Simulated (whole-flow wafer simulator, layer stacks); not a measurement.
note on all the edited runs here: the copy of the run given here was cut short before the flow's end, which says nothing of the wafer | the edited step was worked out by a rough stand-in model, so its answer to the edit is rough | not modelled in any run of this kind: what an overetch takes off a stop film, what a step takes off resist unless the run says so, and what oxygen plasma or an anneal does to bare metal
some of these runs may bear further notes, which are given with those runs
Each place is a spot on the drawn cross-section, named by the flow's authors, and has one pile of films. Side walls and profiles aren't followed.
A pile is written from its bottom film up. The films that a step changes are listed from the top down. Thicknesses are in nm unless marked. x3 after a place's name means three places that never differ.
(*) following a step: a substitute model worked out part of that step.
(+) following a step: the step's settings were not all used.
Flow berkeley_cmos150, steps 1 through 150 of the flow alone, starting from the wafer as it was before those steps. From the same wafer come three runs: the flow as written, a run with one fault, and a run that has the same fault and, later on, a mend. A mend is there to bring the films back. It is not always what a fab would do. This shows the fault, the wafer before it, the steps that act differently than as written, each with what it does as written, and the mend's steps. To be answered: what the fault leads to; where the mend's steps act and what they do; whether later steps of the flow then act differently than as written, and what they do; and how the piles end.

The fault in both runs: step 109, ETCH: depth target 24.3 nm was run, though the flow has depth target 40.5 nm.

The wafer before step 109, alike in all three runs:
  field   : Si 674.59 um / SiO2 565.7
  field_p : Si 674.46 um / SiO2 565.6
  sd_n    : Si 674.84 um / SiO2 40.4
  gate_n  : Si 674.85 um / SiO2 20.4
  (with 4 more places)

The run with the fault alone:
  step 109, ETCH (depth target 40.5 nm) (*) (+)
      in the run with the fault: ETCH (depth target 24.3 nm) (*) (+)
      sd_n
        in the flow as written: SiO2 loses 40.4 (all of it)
        in the run with the fault: SiO2 loses 24.3
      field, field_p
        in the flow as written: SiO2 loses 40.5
        in the run with the fault: SiO2 loses 24.3
  Steps later in the flow that act otherwise than as written (15 other steps are not shown; they differ only slightly, by no more than 2% or 0.5 nm, whichever is larger):
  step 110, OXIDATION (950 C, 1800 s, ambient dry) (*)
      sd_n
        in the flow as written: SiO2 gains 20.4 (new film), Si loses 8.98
        in the run with the fault: SiO2 gains 13.6, Si loses 5.96
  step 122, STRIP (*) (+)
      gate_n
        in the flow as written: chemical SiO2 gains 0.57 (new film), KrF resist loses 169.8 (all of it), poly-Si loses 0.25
        in the run with the fault: chemical SiO2 gains 0.57 (new film), KrF resist loses 176.2 (all of it), poly-Si loses 0.25
  At field, field_p, sd_n, the piles at the end differ from the flow's by more than 2% or 0.5 nm, whichever is larger.
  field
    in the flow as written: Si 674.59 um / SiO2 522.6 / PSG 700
    in the run with the fault: Si 674.59 um / SiO2 538.7 / PSG 700
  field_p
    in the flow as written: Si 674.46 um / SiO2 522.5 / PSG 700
    in the run with the fault: Si 674.46 um / SiO2 538.7 / PSG 700
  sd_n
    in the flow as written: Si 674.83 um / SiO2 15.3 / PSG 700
    in the run with the fault: Si 674.83 um / SiO2 24.6 / PSG 700

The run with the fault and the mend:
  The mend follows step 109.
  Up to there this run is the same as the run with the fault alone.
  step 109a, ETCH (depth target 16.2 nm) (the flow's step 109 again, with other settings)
      field, field_p
        SiO2 loses 16.2
      sd_n
        SiO2 loses 16.1 (all of it)
  None of the later steps of the flow differs from how it acts as written, at any place that is followed, by more than 2% or 0.5 nm, whichever is larger.
  At every place that both follow, the piles at the end match the flow's.
